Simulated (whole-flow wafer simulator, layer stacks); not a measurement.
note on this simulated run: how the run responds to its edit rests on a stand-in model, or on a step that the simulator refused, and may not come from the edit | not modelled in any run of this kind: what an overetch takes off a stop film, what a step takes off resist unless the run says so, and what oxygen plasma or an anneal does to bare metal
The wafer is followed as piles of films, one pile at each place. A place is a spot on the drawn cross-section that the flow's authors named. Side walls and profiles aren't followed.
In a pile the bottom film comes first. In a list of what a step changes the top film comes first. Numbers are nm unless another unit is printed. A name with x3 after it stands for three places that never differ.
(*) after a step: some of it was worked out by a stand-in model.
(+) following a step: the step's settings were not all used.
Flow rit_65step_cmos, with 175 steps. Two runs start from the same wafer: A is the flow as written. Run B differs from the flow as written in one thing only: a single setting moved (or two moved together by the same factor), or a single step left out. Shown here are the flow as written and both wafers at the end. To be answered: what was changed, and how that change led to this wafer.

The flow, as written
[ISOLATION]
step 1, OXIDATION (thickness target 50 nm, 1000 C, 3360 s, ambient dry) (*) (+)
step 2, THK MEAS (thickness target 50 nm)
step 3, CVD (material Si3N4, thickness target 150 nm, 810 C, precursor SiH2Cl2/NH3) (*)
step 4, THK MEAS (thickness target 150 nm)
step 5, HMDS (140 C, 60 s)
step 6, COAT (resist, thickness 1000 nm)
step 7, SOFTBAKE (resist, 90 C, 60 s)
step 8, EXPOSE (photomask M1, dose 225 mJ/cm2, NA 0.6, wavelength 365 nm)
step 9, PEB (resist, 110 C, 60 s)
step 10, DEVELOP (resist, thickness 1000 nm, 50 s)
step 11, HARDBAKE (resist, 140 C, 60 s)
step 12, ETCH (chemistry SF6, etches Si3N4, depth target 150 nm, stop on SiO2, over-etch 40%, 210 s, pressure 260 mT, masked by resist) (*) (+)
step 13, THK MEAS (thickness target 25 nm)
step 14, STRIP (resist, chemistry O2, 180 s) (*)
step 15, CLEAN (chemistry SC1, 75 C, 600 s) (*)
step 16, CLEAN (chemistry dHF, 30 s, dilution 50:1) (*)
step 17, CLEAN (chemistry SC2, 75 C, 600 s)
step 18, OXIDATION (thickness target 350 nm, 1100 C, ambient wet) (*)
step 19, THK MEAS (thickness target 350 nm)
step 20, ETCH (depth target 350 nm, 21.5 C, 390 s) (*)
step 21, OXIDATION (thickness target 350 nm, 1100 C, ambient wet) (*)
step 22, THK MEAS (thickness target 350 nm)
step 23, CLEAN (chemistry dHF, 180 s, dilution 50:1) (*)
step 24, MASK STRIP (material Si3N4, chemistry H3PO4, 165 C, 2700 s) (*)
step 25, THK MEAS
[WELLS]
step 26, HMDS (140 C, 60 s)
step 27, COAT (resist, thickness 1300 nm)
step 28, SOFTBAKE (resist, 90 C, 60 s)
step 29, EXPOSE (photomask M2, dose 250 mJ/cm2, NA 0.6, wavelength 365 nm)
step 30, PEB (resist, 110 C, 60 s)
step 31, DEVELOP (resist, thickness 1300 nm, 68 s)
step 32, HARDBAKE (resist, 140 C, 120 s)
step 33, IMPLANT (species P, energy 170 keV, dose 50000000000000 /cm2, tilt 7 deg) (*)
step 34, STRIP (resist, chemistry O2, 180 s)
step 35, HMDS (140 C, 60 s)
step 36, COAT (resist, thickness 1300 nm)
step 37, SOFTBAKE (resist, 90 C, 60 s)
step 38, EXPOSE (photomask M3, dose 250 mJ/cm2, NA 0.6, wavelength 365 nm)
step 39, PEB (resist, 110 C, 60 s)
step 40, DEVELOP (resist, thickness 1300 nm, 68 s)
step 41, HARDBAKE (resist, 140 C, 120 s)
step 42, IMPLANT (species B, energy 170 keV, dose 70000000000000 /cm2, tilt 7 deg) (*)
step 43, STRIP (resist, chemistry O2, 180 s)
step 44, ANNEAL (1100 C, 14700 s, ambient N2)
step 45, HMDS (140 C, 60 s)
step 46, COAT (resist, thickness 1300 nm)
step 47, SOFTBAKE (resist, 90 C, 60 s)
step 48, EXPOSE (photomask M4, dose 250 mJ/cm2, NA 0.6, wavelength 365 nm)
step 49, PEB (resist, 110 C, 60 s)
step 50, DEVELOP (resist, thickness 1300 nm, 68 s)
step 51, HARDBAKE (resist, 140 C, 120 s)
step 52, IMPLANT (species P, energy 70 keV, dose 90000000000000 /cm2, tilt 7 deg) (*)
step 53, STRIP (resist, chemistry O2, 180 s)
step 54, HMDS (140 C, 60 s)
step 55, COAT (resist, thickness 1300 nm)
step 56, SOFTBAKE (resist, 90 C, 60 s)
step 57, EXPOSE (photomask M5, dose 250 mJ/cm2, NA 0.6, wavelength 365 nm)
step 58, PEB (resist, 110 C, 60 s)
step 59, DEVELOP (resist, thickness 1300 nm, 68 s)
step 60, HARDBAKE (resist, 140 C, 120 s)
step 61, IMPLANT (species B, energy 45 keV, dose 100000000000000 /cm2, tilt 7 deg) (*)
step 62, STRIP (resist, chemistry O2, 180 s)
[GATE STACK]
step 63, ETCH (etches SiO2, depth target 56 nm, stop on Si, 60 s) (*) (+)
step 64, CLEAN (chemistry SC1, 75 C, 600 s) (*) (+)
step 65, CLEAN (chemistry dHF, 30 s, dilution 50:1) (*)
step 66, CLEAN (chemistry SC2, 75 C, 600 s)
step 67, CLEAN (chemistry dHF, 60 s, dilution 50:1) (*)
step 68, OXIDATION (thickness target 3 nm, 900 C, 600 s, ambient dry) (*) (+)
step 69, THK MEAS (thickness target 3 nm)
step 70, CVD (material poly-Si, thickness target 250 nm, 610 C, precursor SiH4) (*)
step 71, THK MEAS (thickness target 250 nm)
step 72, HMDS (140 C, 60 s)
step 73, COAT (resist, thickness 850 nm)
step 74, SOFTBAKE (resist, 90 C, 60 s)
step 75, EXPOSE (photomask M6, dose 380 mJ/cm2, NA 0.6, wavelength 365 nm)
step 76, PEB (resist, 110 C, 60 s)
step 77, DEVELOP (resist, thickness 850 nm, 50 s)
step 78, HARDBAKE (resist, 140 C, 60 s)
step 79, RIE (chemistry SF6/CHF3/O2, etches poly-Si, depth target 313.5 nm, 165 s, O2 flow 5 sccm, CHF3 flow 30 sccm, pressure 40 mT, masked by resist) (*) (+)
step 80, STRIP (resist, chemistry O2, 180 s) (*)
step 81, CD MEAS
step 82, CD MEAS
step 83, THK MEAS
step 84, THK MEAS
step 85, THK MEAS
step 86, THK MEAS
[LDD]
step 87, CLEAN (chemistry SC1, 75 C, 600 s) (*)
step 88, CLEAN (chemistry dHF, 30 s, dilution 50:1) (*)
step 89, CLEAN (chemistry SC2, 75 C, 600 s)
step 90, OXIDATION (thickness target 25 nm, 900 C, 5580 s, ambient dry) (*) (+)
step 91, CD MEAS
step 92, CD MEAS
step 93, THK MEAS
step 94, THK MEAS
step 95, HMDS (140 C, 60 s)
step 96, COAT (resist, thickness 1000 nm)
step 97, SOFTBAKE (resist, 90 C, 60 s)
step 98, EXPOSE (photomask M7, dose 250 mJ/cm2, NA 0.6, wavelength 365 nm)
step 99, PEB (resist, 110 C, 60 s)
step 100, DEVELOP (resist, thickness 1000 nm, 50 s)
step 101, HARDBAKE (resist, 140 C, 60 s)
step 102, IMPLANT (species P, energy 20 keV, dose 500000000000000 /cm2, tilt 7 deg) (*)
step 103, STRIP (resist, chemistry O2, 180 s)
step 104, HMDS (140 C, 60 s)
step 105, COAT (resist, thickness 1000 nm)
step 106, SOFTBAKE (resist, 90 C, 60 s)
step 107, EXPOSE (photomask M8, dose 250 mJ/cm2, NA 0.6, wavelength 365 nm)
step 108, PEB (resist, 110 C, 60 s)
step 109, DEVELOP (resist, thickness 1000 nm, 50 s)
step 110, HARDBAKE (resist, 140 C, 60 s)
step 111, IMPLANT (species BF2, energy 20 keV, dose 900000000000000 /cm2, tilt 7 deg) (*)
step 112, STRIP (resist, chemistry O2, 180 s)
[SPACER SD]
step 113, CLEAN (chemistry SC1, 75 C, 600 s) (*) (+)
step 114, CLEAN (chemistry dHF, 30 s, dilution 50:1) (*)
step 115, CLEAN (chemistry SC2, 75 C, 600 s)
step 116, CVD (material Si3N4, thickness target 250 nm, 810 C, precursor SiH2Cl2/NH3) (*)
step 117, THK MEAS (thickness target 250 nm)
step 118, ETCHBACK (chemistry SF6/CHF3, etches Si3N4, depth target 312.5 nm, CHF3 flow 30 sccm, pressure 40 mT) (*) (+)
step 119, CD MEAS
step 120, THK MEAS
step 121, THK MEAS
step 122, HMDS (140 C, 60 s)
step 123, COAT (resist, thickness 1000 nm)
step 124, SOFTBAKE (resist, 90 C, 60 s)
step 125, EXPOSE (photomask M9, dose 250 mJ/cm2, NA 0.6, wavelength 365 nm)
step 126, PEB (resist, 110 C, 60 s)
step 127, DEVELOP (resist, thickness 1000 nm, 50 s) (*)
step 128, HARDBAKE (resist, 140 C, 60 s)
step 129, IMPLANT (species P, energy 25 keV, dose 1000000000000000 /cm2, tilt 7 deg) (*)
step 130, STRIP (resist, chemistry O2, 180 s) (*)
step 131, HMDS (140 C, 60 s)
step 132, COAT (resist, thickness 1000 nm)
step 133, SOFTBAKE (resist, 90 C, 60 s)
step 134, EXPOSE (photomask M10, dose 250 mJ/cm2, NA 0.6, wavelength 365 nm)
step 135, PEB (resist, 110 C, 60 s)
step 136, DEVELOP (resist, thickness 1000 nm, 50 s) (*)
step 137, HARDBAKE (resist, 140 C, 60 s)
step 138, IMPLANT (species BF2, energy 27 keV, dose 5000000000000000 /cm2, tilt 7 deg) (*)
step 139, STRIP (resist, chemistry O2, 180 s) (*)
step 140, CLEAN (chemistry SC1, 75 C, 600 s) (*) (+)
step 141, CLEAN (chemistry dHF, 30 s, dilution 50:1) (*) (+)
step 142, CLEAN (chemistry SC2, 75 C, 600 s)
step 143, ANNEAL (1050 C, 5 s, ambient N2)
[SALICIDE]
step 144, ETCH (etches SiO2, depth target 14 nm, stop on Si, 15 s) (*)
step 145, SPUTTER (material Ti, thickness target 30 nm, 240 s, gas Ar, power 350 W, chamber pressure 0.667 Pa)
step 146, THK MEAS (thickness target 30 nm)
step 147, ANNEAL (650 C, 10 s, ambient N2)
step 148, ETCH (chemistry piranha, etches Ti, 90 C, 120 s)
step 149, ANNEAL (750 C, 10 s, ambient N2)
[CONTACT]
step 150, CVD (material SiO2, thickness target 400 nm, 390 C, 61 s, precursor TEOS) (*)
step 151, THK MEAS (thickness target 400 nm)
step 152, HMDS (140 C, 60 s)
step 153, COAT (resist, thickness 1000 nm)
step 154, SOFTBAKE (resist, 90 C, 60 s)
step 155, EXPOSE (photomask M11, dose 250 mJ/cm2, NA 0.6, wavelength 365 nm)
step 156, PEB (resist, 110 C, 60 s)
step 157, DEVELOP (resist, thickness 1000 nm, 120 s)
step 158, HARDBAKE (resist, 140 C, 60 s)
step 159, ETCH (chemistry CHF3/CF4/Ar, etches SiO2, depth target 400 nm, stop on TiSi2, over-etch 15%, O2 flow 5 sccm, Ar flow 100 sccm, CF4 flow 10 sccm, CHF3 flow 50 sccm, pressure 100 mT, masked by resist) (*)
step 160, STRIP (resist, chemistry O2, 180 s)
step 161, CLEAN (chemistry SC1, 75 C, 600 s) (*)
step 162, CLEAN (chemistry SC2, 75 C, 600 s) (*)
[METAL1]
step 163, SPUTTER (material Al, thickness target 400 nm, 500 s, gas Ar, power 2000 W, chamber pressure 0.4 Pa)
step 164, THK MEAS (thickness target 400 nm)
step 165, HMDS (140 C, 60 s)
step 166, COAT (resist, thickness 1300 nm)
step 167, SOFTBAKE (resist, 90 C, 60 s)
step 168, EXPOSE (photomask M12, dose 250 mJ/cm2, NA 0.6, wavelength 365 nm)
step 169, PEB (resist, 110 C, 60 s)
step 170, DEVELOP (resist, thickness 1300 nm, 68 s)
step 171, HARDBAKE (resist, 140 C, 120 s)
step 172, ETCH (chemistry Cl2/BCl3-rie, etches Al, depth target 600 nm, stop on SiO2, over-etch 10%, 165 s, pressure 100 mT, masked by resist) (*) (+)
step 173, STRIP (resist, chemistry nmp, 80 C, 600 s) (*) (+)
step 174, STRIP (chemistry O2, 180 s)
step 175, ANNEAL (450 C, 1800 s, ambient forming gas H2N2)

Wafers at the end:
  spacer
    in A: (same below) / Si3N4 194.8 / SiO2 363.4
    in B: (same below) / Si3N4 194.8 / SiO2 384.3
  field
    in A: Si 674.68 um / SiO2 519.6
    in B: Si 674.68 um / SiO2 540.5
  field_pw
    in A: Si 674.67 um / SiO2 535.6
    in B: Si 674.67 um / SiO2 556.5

The reason: step 163, SPUTTER: thickness target 567 nm was run, though the flow has thickness target 400 nm; step 163, SPUTTER: 709 s was run, where the flow has 500 s.

How this came from the change, step by step:
  step 163, SPUTTER (material Al, thickness target 400 nm, 500 s, gas Ar, power 2000 W, chamber pressure 0.4 Pa)
      field, field_pw, field_p, spacer, spacer_p: A Al gains 400 (new film) | B Al gains 567 (new film)
      gate_n, gate_p: A Al gains 396 (new film) | B Al gains 534.6 (new film)
      (also at 1 further place)
  step 166, COAT (resist, thickness 1300 nm)
      gate_n: A resist gains 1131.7 (new film) | B resist gains 1162.4 (new film)
      gate_p: A resist gains 1135.6 (new film) | B resist gains 1165.7 (new film)
  step 169, PEB (resist, 110 C, 60 s)
      gate_n: A resist loses 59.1 | B resist loses 60.8
      gate_p: A resist loses 59.3 | B resist loses 61
  step 170, DEVELOP (resist, thickness 1300 nm, 68 s)
      gate_n: A resist loses 1072.6 (all of it) | B resist loses 1101.6 (all of it)
      gate_p: A resist loses 1076.3 (all of it) | B resist loses 1104.7 (all of it)
  step 172, ETCH (chemistry Cl2/BCl3-rie, etches Al, depth target 600 nm, stop on SiO2, over-etch 10%, 165 s, pressure 100 mT, masked by resist) (*) (+)
      field, field_pw, field_p, spacer, spacer_p: A Al loses 400 (all of it), SiO2 loses 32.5 | B Al loses 567 (all of it), SiO2 loses 11.6
      gate_n, gate_p: A Al loses 396 (all of it), SiO2 loses 33 | B Al loses 534.6 (all of it), SiO2 loses 15.7
      (also at 1 further place)
